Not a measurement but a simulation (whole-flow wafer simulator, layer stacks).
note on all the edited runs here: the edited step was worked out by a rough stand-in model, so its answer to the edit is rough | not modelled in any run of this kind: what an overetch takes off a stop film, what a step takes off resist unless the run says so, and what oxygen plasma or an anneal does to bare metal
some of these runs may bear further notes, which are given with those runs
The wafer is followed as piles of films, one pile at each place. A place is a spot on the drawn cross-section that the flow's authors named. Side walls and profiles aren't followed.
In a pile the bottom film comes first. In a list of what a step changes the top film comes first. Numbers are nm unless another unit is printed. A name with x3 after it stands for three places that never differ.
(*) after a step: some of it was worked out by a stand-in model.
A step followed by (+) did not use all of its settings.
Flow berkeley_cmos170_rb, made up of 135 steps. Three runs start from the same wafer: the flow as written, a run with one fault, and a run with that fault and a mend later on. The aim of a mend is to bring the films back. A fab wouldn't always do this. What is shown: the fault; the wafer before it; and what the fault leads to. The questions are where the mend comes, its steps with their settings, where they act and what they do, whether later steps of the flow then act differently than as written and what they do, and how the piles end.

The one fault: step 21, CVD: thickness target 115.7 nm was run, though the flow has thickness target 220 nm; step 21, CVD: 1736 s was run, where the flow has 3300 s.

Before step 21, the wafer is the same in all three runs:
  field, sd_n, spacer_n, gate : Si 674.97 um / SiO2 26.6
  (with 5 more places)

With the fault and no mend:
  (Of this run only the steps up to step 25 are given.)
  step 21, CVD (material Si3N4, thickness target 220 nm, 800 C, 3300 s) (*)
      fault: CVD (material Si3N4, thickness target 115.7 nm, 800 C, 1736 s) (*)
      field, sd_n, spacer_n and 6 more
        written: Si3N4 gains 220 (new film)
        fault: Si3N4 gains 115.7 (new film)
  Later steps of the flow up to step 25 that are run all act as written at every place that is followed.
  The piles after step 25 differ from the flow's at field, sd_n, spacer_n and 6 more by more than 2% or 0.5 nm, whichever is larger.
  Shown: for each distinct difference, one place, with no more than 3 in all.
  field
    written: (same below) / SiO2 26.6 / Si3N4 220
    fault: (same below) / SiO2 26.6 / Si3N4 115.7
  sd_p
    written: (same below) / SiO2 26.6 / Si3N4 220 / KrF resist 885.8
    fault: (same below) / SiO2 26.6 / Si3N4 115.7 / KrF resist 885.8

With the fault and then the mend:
  The mend stands after step 25.
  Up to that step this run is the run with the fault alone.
  step 25a, STRIP (*) (+)
      sd_p, spacer_p, gate_p, m1
        KrF resist loses 885.8 (all of it)
  step 25b, CLEAN (*) (the flow's step 18, run once more)
      does not change any film at any place that is followed
  step 25c, CVD (material Si3N4, thickness target 104.3 nm, 800 C, 1564 s) (*) (the flow's step 21, run once more with other settings)
      field, sd_n, spacer_n and 6 more
        Si3N4 gains 104.3
  step 25d, COAT (KrF resist, thickness 900 nm) (the flow's step 22, run once more)
      field, sd_n, spacer_n and 6 more
        KrF resist gains 900 (new film)
  step 25e, EXPOSE (photomask PWELL) (the flow's step 23, run once more)
      does not change any film at any place that is followed
  step 25f, PEB (130 C, 60 s) (*) (the flow's step 24, run once more)
      does not change any film at any place that is followed
  step 25g, DEVELOP (developer developer-D-0.26N, 45 s) (the flow's step 25, run once more)
      field, sd_n, spacer_n, gate, contact
        KrF resist loses 900 (all of it)
      sd_p, spacer_p, gate_p, m1
        KrF resist loses 14.2
  Later steps of the flow that are run all act as written at every place that is followed.
  At every place that both follow, the piles at the end match the flow's.
